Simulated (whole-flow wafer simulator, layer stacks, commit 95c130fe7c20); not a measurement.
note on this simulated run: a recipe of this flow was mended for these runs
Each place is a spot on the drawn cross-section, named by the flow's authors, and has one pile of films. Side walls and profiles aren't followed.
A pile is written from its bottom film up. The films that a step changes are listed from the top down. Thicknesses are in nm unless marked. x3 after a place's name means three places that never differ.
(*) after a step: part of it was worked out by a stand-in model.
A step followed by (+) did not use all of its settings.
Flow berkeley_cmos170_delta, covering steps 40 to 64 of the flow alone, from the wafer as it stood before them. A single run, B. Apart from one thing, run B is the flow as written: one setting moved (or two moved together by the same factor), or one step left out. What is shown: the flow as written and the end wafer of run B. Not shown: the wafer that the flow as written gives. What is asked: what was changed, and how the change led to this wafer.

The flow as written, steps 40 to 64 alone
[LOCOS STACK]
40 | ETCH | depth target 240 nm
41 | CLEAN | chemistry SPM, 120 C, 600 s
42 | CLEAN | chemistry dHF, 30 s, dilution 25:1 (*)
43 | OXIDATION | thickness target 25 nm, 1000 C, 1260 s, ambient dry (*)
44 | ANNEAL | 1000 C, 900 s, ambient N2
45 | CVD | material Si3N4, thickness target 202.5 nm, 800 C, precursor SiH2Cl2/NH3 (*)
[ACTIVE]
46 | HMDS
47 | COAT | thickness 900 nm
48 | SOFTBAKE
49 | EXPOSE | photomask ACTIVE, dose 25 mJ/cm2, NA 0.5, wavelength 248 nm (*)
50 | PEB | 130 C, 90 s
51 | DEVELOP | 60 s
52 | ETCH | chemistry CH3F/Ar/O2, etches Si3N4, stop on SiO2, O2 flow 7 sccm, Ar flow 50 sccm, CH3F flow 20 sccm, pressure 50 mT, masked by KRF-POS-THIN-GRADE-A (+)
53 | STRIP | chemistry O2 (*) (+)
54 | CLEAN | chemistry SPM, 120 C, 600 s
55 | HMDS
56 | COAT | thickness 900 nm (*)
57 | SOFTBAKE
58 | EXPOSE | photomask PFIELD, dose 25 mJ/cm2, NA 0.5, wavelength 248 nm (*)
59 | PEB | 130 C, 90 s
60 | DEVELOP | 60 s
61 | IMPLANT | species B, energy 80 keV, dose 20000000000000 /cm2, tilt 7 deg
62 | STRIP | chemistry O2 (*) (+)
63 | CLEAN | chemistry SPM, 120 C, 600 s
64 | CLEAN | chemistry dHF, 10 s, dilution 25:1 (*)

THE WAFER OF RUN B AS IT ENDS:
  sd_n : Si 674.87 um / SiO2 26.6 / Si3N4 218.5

The reason: step 45, CVD: thickness target 219.1 nm was run, whereas the flow has thickness target 202.5 nm.

How this came from the change, step by step:
  45 | CVD | material Si3N4, thickness target 202.5 nm, 800 C, precursor SiH2Cl2/NH3 (*)
      field, sd_n, spacer_n and 6 more: Si3N4 gains 219.1 (new film) (in the flow as written it would be: Si3N4 gains 202.5 (new film))
  52 | ETCH | chemistry CH3F/Ar/O2, etches Si3N4, stop on SiO2, O2 flow 7 sccm, Ar flow 50 sccm, CH3F flow 20 sccm, pressure 50 mT, masked by KRF-POS-THIN-GRADE-A (+)
      sd_n, spacer_n, gate, sd_p, spacer_p, gate_p, contact, m1: KrF-resist loses 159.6 (in the flow as written it would be: KrF-resist loses 148.5)
      field: Si3N4 loses 219.1 (all of it), SiO2 loses 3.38 (in the flow as written it would be: Si3N4 loses 202.5 (all of it), SiO2 loses 3.38)
